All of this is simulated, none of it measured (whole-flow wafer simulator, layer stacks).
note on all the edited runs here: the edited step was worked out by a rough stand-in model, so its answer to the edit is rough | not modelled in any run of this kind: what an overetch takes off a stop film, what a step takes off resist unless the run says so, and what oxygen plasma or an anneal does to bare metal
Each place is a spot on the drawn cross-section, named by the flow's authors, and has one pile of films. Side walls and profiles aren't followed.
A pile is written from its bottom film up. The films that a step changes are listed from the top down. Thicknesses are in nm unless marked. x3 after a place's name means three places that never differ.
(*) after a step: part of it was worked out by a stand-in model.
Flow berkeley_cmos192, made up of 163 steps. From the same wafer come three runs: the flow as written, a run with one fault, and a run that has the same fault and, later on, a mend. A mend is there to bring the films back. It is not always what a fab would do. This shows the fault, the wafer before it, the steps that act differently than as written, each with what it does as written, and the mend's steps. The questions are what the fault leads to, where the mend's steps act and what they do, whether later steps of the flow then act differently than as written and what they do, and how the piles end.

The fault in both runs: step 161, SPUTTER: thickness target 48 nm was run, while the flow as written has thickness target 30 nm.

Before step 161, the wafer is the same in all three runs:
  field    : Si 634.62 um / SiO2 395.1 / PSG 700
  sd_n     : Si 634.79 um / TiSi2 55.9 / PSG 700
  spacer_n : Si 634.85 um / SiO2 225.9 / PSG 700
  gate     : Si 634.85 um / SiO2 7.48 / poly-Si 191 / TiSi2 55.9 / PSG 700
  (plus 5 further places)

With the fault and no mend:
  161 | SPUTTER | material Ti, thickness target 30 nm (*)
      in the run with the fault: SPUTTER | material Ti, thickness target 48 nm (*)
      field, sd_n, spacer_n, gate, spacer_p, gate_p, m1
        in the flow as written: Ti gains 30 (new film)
        in the run with the fault: Ti gains 48 (new film)
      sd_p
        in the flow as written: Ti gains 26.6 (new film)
        in the run with the fault: Ti gains 42.6 (new film)
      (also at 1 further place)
  None of the later steps of the flow differs from how it acts as written, at any place that is followed, by more than 2% or 0.5 nm, whichever is larger.
  At field, sd_n, spacer_n and 6 more, the piles at the end differ from the flow's by more than 2% or 0.5 nm, whichever is larger.
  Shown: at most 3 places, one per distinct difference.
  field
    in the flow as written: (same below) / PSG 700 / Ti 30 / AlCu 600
    in the run with the fault: (same below) / PSG 700 / Ti 48 / AlCu 600
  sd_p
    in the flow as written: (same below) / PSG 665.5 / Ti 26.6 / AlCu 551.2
    in the run with the fault: (same below) / PSG 665.5 / Ti 42.6 / AlCu 550.2
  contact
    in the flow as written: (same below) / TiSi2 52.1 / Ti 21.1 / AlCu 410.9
    in the run with the fault: (same below) / TiSi2 52.1 / Ti 33.7 / AlCu 408

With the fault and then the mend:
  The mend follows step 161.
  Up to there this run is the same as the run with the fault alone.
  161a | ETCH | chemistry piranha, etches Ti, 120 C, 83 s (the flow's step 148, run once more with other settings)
      field, sd_n, spacer_n, gate, spacer_p, gate_p, m1
        Ti loses 48 (all of it)
      sd_p
        Ti loses 42.6 (all of it)
      contact
        Ti loses 33.7 (all of it), TiSi2 loses 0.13
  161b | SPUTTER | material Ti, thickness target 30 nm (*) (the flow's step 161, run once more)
      field, sd_n, spacer_n, gate, spacer_p, gate_p, m1
        Ti gains 30 (new film)
      sd_p
        Ti gains 26.6 (new film)
      contact
        Ti gains 21.1 (new film)
  None of the later steps of the flow acts differently than as written at any place that is followed.
  At the end the piles are close to the flow's at the places that both follow, differing by at most 2% or 0.5 nm, whichever is larger.
